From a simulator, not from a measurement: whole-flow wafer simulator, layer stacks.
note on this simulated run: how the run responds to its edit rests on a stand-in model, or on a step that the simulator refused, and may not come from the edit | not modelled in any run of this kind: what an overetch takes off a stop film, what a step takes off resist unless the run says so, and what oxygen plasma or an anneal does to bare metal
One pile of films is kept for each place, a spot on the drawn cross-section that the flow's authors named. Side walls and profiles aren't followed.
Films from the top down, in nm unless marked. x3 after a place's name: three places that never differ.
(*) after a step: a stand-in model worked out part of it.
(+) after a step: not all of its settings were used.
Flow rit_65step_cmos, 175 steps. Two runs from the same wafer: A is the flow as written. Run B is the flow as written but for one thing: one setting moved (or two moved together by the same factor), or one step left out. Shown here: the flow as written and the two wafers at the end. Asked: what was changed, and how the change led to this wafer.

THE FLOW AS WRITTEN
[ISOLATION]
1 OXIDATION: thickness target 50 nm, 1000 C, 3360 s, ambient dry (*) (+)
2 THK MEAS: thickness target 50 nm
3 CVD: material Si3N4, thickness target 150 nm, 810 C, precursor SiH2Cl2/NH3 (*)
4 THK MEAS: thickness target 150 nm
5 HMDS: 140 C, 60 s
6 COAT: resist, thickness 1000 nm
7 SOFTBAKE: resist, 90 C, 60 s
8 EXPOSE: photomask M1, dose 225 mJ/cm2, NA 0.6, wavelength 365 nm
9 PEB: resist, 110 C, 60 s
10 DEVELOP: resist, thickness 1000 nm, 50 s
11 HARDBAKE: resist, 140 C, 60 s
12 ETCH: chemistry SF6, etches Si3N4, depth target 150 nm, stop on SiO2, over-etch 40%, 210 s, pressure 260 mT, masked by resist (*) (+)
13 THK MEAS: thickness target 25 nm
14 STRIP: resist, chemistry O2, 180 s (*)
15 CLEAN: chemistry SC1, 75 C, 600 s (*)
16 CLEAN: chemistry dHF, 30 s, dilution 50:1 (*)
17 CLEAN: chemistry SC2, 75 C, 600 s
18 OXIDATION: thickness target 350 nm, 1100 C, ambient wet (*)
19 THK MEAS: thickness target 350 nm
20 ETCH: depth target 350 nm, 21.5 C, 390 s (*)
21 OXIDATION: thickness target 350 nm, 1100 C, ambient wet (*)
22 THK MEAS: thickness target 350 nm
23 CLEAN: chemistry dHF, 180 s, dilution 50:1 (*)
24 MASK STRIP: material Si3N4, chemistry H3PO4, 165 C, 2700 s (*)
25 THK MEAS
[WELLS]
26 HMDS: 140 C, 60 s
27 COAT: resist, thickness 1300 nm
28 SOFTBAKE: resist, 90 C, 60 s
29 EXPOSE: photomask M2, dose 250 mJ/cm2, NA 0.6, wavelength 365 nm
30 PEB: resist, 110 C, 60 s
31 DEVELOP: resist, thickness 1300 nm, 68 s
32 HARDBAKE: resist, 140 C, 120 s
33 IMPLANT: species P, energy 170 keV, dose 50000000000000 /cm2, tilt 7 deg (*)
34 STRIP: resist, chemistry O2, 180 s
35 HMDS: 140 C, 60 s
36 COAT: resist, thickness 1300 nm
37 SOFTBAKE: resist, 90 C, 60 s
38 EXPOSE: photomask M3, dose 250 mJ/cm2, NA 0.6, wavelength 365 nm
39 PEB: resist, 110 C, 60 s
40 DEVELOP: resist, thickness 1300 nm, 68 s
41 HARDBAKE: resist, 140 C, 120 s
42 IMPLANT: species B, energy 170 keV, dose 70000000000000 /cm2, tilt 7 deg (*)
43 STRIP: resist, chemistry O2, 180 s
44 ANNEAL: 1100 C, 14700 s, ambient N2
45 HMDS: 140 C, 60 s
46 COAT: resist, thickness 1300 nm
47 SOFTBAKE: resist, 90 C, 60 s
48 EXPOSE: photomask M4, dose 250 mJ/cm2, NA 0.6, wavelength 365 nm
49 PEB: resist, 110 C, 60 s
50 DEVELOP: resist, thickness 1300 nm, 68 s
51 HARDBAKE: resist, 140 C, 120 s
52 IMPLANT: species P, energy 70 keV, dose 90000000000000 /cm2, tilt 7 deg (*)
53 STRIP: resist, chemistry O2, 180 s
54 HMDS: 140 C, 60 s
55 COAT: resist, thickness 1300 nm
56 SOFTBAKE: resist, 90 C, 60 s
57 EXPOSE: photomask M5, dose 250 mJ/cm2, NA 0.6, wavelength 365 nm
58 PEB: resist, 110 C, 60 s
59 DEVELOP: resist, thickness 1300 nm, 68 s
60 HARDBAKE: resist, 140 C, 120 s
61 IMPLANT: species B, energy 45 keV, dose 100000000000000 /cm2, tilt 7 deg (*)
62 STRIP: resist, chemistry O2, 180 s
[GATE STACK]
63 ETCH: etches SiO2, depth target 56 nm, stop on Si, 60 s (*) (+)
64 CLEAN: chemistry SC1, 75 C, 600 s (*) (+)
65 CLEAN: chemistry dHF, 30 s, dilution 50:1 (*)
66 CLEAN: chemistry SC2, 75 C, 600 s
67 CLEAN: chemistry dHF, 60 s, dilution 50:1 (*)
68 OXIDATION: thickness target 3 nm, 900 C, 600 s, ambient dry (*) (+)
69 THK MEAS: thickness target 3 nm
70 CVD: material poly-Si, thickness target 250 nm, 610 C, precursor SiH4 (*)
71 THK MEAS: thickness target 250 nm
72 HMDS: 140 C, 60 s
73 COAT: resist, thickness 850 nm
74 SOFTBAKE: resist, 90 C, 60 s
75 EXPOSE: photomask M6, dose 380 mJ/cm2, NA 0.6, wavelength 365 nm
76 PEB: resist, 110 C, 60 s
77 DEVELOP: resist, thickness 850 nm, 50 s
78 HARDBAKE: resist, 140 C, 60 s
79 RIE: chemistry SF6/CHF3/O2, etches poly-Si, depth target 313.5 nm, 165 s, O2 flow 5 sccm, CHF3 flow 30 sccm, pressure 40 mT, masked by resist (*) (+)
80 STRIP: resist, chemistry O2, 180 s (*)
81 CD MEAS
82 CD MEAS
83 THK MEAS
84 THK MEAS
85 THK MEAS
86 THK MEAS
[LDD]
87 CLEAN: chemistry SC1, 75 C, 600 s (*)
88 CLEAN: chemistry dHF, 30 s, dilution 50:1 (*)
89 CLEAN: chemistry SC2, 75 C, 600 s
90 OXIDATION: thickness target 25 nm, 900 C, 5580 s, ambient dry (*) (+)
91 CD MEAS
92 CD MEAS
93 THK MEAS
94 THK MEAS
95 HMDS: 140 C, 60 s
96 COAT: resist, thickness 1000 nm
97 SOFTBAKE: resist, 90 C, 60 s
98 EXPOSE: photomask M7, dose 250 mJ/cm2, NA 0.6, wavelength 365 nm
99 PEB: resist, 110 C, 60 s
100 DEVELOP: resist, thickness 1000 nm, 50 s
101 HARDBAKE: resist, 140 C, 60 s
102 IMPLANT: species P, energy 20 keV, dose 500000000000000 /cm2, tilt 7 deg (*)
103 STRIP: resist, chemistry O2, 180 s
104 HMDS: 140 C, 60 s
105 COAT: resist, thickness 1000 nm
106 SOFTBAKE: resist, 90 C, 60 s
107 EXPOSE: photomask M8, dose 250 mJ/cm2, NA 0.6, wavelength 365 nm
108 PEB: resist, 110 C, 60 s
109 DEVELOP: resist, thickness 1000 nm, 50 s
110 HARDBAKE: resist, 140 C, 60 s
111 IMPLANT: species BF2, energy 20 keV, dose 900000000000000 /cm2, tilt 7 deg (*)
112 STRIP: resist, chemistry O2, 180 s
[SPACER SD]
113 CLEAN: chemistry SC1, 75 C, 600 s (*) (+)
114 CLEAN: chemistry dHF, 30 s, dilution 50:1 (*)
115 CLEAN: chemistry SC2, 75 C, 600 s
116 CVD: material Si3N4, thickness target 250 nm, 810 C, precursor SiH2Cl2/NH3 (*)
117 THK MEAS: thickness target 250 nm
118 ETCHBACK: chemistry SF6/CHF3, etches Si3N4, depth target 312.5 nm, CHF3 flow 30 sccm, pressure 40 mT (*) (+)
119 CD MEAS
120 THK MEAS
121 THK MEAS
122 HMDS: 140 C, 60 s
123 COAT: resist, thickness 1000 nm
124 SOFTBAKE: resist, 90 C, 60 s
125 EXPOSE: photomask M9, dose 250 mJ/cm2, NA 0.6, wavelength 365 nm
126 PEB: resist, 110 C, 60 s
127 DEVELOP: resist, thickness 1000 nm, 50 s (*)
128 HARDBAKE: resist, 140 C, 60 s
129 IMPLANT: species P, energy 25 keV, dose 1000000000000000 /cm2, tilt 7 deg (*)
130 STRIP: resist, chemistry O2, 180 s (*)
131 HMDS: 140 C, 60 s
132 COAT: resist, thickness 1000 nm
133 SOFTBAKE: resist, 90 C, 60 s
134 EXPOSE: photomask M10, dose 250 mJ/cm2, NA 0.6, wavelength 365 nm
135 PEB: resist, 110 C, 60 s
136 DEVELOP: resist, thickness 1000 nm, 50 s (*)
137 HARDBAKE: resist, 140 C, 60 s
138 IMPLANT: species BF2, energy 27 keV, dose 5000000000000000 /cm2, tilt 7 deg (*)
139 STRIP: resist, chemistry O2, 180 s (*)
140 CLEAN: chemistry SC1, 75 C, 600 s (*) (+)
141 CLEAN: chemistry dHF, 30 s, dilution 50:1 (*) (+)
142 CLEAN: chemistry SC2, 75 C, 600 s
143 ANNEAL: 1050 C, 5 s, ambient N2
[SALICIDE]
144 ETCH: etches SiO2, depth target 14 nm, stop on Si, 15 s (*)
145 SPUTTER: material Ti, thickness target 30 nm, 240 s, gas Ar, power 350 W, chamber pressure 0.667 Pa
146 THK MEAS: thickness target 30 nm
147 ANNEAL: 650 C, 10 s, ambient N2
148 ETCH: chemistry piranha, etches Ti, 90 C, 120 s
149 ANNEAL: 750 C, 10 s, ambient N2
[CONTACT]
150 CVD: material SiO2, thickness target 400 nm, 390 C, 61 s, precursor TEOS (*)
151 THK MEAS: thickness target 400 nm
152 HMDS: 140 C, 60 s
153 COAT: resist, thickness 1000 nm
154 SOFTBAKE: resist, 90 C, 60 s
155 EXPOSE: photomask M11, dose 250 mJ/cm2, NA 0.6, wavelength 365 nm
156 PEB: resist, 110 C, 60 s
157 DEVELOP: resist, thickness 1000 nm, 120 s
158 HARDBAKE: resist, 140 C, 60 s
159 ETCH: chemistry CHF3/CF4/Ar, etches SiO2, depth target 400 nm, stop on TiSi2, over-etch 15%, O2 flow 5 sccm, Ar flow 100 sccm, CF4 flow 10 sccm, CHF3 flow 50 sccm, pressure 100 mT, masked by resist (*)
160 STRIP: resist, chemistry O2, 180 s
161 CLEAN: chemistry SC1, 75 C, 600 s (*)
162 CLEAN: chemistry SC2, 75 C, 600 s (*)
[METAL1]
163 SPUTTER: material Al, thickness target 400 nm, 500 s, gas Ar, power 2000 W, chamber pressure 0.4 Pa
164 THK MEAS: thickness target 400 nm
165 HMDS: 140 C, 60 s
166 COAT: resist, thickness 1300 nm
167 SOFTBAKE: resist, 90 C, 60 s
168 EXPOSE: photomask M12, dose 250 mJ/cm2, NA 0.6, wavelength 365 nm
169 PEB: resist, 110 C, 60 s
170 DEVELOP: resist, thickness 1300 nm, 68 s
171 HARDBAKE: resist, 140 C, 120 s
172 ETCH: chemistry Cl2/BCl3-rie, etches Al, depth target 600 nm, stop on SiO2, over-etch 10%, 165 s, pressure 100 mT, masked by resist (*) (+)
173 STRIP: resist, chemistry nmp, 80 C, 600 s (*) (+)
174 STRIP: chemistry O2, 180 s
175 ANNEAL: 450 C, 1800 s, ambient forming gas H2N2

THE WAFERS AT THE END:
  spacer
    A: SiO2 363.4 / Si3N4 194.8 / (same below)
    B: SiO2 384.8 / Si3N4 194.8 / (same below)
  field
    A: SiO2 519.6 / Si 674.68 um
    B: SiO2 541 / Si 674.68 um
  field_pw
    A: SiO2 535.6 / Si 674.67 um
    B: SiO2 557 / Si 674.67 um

The cause: step 163, SPUTTER: thickness target 571 nm was run, where the flow has thickness target 400 nm; step 163, SPUTTER: 714 s was run, where the flow has 500 s.

How the change led to this, step by step:
  163 SPUTTER: material Al, thickness target 400 nm, 500 s, gas Ar, power 2000 W, chamber pressure 0.4 Pa
      field, field_pw, field_p, spacer, spacer_p: A Al +400 (new film) | B Al +571 (new film)
      gate_n, gate_p: A Al +396 (new film) | B Al +537 (new film)
      (and at 1 more place)
  166 COAT: resist, thickness 1300 nm
      gate_n: A resist +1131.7 (new film) | B resist +1164 (new film)
      gate_p: A resist +1135.6 (new film) | B resist +1167.4 (new film)
  169 PEB: resist, 110 C, 60 s
      gate_n: A resist -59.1 | B resist -60.9
      gate_p: A resist -59.3 | B resist -61.1
  170 DEVELOP: resist, thickness 1300 nm, 68 s
      gate_n: A resist -1072.6 (all of it) | B resist -1103.1 (all of it)
      gate_p: A resist -1076.3 (all of it) | B resist -1106.3 (all of it)
  172 ETCH: chemistry Cl2/BCl3-rie, etches Al, depth target 600 nm, stop on SiO2, over-etch 10%, 165 s, pressure 100 mT, masked by resist (*) (+)
      field, field_pw, field_p, spacer, spacer_p: A Al -400 (all of it), SiO2 -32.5 | B Al -571 (all of it), SiO2 -11.1
      gate_n, gate_p: A Al -396 (all of it), SiO2 -33 | B Al -537 (all of it), SiO2 -15.4
      (and at 1 more place)
